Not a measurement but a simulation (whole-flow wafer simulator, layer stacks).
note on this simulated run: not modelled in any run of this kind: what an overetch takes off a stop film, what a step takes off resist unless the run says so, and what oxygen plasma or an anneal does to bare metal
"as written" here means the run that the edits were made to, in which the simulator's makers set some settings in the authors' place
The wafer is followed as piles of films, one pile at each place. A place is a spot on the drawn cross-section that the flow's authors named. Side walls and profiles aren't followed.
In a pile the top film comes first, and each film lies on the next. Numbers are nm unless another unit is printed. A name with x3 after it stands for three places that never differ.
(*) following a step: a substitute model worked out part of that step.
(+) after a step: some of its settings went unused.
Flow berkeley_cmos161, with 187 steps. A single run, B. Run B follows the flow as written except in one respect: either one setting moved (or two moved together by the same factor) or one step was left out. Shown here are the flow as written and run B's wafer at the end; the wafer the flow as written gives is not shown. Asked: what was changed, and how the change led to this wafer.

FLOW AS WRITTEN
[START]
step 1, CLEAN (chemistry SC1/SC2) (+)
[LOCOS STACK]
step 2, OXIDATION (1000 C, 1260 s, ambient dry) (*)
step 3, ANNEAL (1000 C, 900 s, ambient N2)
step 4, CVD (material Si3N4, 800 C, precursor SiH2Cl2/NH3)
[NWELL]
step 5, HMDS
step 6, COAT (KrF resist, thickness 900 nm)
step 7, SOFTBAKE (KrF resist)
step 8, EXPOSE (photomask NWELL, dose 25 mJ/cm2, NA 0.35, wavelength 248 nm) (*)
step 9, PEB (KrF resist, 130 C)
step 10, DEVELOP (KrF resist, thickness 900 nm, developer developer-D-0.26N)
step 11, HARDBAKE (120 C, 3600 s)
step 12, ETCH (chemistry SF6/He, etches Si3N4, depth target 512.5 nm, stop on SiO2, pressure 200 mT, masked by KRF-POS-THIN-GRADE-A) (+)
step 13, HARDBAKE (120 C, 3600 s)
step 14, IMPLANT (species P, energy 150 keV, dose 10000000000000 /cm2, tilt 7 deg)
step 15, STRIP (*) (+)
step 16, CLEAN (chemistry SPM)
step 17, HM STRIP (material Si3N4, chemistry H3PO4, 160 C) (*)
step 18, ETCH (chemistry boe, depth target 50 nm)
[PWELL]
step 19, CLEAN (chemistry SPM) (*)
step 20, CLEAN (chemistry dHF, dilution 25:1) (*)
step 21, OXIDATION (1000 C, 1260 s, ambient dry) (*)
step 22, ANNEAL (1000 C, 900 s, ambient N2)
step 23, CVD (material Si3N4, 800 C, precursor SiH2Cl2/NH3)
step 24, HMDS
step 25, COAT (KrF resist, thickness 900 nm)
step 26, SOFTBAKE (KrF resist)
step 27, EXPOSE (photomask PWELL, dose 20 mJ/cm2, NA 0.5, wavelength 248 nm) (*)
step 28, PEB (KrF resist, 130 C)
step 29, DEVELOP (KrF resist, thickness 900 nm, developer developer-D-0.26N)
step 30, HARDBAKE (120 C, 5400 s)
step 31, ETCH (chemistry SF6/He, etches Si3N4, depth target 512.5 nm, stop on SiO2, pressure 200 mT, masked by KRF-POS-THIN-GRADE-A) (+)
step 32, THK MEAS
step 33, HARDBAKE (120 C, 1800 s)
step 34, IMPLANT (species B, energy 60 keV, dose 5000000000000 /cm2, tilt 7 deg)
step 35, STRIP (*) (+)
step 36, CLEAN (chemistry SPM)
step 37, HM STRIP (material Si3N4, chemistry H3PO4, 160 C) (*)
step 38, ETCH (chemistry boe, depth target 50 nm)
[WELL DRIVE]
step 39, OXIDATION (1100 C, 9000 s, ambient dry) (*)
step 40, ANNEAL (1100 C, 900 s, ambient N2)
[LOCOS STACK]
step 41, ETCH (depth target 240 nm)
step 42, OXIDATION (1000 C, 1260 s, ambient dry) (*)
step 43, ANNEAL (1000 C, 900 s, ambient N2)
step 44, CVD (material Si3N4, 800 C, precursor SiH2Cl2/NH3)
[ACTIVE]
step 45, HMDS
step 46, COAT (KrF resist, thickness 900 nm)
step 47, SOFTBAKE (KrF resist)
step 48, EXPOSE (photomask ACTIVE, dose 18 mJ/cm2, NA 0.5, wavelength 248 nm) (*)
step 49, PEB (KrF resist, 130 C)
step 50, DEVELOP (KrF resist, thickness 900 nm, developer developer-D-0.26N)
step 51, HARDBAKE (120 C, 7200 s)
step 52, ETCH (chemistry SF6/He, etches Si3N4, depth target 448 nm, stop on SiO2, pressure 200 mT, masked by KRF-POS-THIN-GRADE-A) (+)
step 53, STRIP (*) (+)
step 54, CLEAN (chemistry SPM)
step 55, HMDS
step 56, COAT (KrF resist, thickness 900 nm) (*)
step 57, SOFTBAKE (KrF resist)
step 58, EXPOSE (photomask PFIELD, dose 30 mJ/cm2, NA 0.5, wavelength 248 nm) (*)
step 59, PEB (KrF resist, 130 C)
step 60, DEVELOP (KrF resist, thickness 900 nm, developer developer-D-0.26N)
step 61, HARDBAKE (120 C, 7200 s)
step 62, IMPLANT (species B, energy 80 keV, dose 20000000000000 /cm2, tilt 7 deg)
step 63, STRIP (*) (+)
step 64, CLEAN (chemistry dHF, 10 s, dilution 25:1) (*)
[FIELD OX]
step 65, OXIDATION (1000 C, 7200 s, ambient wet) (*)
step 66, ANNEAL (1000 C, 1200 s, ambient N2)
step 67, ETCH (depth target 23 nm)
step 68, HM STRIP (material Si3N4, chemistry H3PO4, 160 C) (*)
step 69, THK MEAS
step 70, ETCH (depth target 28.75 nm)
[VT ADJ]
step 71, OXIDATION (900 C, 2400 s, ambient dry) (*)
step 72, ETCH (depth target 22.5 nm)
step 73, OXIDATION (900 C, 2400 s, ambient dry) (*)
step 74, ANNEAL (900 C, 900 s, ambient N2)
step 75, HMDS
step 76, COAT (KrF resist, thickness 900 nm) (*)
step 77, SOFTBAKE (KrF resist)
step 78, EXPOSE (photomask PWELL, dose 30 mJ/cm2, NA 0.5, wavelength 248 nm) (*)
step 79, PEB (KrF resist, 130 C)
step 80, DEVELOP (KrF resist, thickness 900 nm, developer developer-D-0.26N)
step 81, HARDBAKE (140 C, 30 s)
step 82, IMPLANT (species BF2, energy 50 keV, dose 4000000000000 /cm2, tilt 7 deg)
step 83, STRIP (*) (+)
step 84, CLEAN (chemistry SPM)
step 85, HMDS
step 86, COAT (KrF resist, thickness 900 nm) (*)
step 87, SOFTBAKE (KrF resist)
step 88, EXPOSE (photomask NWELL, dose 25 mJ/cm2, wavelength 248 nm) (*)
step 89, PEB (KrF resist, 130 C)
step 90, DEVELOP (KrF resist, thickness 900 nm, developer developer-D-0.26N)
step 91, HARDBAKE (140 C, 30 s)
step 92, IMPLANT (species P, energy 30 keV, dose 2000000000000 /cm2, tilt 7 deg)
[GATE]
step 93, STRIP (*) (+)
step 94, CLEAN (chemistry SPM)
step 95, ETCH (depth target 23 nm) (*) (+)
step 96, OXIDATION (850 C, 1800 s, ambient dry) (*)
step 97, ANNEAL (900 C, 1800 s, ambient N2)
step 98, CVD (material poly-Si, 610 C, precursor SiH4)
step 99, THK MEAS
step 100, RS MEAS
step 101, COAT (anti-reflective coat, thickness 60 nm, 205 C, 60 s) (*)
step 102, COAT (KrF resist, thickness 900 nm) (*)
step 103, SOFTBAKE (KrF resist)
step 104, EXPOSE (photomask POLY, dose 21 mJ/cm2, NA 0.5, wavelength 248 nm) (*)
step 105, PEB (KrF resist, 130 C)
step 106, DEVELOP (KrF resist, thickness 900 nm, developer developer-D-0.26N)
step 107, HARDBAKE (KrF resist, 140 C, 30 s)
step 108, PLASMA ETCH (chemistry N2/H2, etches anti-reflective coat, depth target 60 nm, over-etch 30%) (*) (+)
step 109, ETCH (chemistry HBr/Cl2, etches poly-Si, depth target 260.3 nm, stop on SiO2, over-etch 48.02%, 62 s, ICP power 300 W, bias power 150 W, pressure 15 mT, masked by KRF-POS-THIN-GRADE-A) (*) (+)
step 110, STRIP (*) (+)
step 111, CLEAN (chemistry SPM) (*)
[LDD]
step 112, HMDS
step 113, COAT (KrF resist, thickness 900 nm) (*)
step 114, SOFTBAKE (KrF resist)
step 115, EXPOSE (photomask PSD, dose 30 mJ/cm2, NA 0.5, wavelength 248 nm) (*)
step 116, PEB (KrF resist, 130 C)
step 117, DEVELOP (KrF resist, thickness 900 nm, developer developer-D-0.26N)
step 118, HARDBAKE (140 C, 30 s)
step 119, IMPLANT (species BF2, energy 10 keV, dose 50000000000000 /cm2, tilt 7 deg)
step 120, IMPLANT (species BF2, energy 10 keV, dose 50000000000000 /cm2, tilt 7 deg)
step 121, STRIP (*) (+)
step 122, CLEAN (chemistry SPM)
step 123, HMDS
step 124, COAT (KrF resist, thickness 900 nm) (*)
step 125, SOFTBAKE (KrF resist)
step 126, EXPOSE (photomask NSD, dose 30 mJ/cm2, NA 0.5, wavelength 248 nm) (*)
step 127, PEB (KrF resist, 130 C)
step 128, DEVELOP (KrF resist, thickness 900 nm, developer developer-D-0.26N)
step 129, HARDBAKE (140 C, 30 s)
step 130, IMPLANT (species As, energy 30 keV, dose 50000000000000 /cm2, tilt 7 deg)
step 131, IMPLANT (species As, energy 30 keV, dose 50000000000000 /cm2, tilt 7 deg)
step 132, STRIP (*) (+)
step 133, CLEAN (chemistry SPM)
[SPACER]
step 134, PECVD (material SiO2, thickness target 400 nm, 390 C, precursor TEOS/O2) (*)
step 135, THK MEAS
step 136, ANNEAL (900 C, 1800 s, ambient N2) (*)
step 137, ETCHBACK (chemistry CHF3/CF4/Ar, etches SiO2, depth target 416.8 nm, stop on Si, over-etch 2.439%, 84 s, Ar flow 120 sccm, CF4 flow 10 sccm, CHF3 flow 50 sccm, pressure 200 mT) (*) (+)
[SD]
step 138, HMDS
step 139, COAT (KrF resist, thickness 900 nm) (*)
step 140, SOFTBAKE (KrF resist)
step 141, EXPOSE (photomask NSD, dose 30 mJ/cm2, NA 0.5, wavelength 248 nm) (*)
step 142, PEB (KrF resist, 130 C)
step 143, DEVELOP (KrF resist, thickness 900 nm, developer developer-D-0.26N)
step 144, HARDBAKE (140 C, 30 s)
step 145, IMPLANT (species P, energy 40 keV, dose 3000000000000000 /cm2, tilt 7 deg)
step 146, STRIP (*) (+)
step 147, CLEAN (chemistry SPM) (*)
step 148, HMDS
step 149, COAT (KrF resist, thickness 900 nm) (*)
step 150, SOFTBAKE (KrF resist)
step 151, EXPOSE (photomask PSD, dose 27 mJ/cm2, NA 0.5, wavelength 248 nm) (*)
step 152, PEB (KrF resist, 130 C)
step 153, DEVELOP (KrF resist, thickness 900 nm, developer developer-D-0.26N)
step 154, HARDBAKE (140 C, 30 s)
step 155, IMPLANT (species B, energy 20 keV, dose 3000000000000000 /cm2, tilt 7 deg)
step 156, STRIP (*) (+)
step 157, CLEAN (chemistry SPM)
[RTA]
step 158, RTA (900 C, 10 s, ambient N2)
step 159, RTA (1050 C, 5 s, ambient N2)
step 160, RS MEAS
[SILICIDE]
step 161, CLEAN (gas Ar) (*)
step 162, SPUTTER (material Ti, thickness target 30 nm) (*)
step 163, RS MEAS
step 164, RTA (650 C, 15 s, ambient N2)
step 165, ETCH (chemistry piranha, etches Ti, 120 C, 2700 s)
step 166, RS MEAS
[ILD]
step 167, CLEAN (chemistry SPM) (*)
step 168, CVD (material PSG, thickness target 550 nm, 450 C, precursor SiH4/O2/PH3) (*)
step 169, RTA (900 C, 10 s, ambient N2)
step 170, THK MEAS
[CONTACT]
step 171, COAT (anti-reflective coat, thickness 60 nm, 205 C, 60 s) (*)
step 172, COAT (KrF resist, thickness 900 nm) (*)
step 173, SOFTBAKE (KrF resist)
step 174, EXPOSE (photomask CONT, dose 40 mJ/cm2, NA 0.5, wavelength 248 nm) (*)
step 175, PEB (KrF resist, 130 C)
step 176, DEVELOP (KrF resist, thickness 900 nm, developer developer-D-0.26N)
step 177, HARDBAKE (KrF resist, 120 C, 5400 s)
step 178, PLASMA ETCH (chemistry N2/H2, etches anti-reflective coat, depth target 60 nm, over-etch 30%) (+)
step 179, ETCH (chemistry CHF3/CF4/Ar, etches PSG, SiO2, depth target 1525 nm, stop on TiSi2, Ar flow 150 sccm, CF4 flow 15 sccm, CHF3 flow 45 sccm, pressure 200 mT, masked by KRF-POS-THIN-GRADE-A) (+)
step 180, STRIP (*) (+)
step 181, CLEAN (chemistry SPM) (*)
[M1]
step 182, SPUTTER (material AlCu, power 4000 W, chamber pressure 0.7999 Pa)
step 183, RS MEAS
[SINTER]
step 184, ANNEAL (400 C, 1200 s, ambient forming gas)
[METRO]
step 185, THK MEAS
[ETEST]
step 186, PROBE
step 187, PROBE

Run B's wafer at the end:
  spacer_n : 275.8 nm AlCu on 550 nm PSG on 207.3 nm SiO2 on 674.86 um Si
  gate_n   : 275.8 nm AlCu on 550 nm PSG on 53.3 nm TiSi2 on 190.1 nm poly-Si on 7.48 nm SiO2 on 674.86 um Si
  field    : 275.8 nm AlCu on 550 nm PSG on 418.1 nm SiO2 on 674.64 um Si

Cause: step 70, ETCH: depth target 19 nm was run, though the flow has depth target 28.75 nm.

How this came from the change, step by step:
  step 70, ETCH (depth target 28.75 nm)
      spacer_n, gate_n, spacer_p, gate_p, contact, m1: -19 SiO2 (in the flow as written it would be: -24.8 SiO2 (all of it))
      sd_n, sd_p: -19 SiO2 (in the flow as written it would be: -25 SiO2 (all of it))
      (as well as at 1 more place)
  step 71, OXIDATION (900 C, 2400 s, ambient dry) (*)
      spacer_n, gate_n, spacer_p, gate_p, contact, m1: +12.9 SiO2, -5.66 Si (in the flow as written it would be: +14.9 SiO2 (new film), -6.57 Si)
      sd_n, sd_p: +12.8 SiO2, -5.64 Si (in the flow as written it would be: +14.9 SiO2 (new film), -6.57 Si)
  step 72, ETCH (depth target 22.5 nm)
      spacer_n, gate_n, spacer_p, gate_p, contact, m1: -18.7 SiO2 (all of it) (in the flow as written it would be: -14.9 SiO2 (all of it))
      sd_n, sd_p: -18.9 SiO2 (all of it) (in the flow as written it would be: -14.9 SiO2 (all of it))
  step 101, COAT (anti-reflective coat, thickness 60 nm, 205 C, 60 s) (*)
      sd_n: +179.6 anti-reflective coat (new film) (in the flow as written it would be: +173.5 anti-reflective coat (new film))
      spacer_n: +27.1 anti-reflective coat (new film) (in the flow as written it would be: +28.7 anti-reflective coat (new film))
      (as well as at 3 more places)
  step 108, PLASMA ETCH (chemistry N2/H2, etches anti-reflective coat, depth target 60 nm, over-etch 30%) (*) (+)
      sd_n: -179.6 anti-reflective coat (all of it), -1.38 poly-Si (in the flow as written it would be: -173.5 anti-reflective coat (all of it), -1.33 poly-Si)
      spacer_n: -27.1 anti-reflective coat (all of it), -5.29 poly-Si (in the flow as written it would be: -28.7 anti-reflective coat (all of it), -5.05 poly-Si)
      (as well as at 1 more place)
  step 110, STRIP (*) (+)
      gate_n: +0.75 chemical SiO2 (new film), -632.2 KrF resist (all of it), -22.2 anti-reflective coat (all of it), -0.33 poly-Si (in the flow as written it would be: +0.75 chemical SiO2 (new film), -626.8 KrF resist (all of it), -23.7 anti-reflective coat (all of it), -0.33 poly-Si)
      gate_p: +0.75 chemical SiO2 (new film), -601.6 KrF resist (all of it), -27.1 anti-reflective coat (all of it), -0.33 poly-Si (in the flow as written it would be: +0.75 chemical SiO2 (new film), -598.2 KrF resist (all of it), -27.9 anti-reflective coat (all of it), -0.33 poly-Si)
  step 171, COAT (anti-reflective coat, thickness 60 nm, 205 C, 60 s) (*)
      sd_n: +157 anti-reflective coat (new film) (in the flow as written it would be: +149.7 anti-reflective coat (new film))
  step 180, STRIP (*) (+)
      sd_n: -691 KrF resist (all of it), -157 anti-reflective coat (all of it) (in the flow as written it would be: -692.5 KrF resist (all of it), -149.7 anti-reflective coat (all of it))
